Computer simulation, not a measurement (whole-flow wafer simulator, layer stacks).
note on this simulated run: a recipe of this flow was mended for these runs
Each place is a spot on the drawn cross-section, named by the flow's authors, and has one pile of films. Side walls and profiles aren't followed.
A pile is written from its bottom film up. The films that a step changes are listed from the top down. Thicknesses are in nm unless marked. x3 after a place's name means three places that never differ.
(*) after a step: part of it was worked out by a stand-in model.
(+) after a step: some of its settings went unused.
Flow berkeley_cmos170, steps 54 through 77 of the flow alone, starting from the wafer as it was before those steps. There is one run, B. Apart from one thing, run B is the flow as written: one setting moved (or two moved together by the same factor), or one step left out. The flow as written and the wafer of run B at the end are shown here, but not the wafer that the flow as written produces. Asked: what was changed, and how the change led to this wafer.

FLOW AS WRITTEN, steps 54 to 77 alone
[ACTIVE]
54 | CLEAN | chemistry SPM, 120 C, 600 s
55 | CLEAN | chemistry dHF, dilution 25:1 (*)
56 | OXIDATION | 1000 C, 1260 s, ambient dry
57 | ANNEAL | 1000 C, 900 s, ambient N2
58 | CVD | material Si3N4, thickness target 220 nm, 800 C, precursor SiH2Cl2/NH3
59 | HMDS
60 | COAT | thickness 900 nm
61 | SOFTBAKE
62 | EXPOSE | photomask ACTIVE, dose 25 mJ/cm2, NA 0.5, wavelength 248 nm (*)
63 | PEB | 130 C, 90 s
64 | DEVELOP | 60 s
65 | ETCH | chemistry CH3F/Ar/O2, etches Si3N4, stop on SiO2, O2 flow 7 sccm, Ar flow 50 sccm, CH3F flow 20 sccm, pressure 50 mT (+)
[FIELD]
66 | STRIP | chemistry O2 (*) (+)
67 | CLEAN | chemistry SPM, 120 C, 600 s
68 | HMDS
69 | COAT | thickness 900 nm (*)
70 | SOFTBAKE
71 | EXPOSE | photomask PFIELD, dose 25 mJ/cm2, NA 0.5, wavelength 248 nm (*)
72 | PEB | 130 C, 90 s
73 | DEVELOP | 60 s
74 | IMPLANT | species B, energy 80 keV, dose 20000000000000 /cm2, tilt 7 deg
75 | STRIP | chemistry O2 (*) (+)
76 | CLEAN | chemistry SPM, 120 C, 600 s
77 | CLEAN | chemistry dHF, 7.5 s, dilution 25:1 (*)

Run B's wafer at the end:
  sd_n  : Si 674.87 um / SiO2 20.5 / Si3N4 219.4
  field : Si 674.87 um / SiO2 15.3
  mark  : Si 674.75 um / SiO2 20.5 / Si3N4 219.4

Cause: step 56, OXIDATION: 772 s was run, while the flow as written has 1260 s.

How this came from the change, step by step:
  56 | OXIDATION | 1000 C, 1260 s, ambient dry
      field, mark, sd_n and 10 more: +20.5 SiO2 (new film), -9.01 Si (in the flow as written it would be: +26.6 SiO2 (new film), -11.7 Si)
